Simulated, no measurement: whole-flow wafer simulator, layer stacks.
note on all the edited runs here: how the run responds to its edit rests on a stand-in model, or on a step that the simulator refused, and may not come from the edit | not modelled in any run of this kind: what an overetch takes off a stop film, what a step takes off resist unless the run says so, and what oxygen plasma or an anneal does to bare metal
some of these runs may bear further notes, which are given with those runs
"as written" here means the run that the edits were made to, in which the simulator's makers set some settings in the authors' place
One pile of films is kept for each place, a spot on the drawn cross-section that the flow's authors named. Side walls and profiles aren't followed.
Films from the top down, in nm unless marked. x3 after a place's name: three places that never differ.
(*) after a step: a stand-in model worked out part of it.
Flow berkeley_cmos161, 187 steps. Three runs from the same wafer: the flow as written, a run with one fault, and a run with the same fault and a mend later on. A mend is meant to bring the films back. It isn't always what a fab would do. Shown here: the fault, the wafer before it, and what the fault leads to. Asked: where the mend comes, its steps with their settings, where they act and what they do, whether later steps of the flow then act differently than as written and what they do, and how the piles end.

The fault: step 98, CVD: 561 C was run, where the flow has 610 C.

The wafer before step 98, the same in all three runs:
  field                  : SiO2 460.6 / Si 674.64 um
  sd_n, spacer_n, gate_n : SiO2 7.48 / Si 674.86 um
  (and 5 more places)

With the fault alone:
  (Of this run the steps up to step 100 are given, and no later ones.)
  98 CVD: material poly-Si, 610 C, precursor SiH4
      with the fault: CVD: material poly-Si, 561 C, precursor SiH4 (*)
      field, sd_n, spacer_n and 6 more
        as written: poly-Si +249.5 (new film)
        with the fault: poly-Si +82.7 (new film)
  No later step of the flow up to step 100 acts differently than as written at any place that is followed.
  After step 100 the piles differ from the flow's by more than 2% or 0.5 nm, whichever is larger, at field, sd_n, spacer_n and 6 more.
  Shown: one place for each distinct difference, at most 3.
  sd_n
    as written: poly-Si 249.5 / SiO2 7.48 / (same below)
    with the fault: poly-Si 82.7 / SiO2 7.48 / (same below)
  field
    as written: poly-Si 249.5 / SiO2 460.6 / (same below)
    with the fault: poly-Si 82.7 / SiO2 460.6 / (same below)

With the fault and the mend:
  The mend comes after step 100.
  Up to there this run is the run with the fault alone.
  100a CVD: material poly-Si, 610 C, precursor SiH4 (*) (the flow's step 98 once more, with other settings that aren't printed)
      field, sd_n, spacer_n and 6 more
        poly-Si +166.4
  No later step of the flow acts differently than as written, at any place that is followed, by more than 2% or 0.5 nm, whichever is larger.
  At the end the piles differ from the flow's only slightly at the places that both follow, by at most 2% or 0.5 nm, whichever is larger.
